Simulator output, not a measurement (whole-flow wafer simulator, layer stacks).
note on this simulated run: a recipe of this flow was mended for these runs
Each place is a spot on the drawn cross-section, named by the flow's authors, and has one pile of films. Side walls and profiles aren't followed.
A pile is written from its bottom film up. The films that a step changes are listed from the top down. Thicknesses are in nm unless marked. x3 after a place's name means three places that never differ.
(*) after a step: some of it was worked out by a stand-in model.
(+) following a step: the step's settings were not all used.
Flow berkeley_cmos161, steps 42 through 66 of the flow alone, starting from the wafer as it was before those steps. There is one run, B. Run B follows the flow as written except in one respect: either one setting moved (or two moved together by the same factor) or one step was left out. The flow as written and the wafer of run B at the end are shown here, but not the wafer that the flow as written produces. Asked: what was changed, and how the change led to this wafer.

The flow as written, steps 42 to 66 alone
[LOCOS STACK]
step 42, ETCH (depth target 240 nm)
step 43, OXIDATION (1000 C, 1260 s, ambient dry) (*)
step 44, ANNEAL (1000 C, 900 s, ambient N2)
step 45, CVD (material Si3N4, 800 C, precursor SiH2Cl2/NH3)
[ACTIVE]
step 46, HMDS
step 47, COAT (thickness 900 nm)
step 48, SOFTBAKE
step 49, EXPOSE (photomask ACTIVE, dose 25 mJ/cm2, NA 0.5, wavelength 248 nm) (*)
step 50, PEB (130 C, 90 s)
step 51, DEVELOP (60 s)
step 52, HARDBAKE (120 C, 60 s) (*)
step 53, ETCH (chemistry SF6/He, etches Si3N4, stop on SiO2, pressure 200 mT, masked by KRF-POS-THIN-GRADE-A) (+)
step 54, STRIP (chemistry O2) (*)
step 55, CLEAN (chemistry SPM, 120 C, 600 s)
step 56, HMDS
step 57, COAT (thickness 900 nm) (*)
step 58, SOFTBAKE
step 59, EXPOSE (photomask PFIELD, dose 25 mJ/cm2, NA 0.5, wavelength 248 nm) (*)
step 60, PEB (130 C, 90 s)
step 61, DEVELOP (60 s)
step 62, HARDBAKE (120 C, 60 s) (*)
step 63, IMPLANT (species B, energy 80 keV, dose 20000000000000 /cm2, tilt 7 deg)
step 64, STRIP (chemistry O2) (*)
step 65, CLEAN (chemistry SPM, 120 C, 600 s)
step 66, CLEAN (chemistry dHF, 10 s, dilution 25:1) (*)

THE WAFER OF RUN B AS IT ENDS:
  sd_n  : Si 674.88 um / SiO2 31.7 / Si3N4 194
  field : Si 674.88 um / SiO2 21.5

The reason: step 43, OXIDATION: 1748 s was run, while the flow as written has 1260 s.

Step by step, how the change led to this:
  step 43, OXIDATION (1000 C, 1260 s, ambient dry) (*)
      field, sd_n, spacer_n and 6 more: +31.7 SiO2 (new film), -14 Si (as written it would have been: +26.6 SiO2 (new film), -11.7 Si)
